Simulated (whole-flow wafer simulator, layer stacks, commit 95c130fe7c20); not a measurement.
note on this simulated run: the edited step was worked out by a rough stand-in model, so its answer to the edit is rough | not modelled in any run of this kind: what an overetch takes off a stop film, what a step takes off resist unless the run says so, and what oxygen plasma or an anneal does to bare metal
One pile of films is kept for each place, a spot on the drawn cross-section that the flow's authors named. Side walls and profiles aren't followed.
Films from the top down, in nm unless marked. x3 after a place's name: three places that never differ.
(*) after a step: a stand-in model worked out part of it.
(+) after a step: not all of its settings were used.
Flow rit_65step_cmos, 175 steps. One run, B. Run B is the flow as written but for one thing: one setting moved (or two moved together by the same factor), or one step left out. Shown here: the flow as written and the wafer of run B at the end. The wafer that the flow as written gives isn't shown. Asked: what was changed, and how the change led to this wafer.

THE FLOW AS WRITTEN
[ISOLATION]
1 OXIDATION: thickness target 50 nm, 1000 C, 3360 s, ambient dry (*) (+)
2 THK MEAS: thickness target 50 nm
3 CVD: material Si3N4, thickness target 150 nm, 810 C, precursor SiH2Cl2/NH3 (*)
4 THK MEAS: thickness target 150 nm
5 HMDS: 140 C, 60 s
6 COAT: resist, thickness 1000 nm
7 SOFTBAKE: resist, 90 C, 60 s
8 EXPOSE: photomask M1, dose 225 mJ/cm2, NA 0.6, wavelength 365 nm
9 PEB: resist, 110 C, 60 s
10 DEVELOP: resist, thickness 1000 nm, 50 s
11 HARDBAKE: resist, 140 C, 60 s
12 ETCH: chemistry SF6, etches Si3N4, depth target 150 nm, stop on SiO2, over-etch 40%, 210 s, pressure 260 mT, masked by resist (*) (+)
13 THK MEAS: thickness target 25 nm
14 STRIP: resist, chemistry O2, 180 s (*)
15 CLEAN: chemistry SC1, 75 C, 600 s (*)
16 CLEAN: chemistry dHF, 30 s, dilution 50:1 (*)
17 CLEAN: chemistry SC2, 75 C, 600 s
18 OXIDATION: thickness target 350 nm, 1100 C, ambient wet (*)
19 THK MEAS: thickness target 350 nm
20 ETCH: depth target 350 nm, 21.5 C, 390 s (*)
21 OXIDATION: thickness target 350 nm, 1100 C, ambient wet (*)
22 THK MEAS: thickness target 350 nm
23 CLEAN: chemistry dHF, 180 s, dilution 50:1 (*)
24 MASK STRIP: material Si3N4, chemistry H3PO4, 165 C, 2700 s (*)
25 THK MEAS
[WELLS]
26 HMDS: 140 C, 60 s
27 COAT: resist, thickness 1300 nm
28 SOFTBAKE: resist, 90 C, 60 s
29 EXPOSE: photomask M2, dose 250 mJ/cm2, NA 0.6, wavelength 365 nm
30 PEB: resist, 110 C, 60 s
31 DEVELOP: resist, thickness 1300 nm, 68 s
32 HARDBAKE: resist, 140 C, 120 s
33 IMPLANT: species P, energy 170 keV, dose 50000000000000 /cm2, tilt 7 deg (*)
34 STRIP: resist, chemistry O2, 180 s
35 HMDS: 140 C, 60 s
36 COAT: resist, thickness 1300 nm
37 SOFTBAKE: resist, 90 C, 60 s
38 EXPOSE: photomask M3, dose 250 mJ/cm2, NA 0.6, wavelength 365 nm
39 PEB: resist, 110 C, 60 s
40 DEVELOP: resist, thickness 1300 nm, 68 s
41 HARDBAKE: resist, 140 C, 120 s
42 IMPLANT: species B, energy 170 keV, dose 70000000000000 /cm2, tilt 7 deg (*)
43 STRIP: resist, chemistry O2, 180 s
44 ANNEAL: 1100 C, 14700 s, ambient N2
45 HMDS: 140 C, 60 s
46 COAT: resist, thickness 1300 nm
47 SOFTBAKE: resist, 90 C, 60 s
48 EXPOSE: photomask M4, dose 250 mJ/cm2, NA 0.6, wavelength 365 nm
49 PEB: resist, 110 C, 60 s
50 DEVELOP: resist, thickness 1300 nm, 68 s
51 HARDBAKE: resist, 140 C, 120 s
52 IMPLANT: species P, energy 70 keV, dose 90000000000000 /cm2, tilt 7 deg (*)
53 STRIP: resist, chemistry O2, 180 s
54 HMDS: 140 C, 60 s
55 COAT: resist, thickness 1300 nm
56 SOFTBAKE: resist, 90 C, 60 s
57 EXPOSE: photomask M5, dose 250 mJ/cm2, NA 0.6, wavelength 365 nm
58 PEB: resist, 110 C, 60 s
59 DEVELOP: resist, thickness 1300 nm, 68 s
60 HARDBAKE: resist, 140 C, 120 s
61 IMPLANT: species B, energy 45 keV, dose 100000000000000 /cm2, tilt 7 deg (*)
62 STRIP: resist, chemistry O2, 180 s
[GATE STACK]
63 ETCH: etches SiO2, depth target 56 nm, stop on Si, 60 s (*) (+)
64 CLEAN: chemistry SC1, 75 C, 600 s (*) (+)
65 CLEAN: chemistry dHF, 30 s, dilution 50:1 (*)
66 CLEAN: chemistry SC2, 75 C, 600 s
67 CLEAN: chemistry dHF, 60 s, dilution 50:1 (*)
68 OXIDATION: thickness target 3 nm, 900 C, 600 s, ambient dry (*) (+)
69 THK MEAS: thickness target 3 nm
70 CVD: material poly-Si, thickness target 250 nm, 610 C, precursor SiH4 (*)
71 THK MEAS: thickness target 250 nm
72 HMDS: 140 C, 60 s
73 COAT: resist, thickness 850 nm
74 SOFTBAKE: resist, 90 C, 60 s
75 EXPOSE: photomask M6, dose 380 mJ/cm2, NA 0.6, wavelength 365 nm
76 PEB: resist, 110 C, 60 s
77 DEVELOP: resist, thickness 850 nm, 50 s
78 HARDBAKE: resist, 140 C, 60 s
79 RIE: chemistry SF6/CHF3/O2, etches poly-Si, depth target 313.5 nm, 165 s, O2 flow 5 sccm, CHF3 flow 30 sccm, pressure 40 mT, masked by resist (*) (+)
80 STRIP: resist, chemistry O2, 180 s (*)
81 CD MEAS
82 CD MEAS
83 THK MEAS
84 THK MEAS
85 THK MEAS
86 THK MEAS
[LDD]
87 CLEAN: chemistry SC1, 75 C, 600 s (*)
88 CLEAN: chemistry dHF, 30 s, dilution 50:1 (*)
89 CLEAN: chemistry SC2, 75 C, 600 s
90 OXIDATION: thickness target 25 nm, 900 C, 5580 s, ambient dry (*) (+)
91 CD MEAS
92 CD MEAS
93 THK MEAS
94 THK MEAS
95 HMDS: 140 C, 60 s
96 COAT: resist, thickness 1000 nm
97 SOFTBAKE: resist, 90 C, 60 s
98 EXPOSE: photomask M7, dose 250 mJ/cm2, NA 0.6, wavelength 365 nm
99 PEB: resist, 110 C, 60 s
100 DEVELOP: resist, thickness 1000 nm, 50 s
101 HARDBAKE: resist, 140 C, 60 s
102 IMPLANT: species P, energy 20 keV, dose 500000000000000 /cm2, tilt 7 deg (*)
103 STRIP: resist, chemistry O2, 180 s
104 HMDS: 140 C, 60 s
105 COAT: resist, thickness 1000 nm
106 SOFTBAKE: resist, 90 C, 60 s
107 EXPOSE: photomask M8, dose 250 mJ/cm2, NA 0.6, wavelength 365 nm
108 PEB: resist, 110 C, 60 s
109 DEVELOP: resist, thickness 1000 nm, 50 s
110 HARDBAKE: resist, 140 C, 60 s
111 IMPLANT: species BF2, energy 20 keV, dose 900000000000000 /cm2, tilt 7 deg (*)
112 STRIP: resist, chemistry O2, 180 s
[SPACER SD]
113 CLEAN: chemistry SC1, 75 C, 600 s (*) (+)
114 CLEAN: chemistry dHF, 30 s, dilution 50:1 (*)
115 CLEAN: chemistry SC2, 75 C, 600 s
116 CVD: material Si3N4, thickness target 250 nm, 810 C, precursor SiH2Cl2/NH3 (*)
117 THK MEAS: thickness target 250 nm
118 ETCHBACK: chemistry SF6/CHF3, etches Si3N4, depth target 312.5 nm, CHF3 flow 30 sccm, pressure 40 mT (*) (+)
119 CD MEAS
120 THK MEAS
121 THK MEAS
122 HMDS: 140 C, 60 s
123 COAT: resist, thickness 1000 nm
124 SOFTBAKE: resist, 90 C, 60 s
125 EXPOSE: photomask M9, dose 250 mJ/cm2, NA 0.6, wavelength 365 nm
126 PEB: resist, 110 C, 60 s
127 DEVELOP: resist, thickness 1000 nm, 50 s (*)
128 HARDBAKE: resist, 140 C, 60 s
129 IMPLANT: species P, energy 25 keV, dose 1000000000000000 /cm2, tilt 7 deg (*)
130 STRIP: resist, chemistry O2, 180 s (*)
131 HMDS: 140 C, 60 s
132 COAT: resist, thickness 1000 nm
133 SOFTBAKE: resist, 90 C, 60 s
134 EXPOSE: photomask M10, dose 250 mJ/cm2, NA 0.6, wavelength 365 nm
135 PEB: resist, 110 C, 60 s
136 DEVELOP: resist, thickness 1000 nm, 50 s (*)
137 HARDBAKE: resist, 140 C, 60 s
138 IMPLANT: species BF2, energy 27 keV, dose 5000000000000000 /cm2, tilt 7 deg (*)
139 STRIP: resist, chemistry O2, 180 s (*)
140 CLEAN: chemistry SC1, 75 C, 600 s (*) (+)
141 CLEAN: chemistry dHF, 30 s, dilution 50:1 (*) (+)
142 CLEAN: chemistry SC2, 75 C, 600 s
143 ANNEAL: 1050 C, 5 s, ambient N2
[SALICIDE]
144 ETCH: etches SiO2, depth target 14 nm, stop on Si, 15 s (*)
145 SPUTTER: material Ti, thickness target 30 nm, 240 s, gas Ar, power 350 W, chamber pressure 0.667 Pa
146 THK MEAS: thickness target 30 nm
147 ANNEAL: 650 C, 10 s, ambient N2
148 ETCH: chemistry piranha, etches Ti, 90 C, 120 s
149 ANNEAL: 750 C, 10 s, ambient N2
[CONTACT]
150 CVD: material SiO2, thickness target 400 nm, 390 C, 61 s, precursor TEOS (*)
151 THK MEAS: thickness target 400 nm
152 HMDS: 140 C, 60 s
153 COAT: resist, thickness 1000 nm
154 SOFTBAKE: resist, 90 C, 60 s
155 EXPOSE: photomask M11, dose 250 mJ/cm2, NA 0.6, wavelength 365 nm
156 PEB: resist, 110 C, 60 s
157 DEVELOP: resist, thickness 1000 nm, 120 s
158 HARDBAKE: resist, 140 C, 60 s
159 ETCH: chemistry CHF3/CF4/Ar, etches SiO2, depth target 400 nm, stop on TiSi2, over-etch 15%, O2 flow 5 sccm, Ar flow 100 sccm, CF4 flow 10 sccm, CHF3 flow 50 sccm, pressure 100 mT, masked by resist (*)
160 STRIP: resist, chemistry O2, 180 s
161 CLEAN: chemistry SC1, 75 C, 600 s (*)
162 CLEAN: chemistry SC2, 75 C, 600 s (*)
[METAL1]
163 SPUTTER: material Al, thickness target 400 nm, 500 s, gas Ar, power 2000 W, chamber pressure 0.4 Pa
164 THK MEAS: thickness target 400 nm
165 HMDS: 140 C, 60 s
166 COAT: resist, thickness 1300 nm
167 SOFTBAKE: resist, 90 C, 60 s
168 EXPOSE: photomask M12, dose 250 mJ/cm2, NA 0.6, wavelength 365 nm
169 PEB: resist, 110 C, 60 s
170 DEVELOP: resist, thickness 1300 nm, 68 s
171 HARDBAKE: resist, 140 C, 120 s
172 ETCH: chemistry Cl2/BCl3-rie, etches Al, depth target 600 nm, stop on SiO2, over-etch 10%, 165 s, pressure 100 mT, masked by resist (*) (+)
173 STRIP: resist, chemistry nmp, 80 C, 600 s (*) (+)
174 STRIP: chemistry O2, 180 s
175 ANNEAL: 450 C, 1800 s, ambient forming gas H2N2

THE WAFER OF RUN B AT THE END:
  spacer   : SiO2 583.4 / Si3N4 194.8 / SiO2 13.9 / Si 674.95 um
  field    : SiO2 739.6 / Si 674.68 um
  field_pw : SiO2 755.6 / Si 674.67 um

The cause: step 150, CVD: thickness target 620 nm was run, where the flow has thickness target 400 nm.

How the change led to this, step by step:
  150 CVD: material SiO2, thickness target 400 nm, 390 C, 61 s, precursor TEOS (*)
      field, field_pw, field_nw, field_p: SiO2 +620 (as written it would be: SiO2 +400)
      spacer, spacer_p: SiO2 +620 (new film) (as written it would be: SiO2 +400 (new film))
      (and at 2 more places)
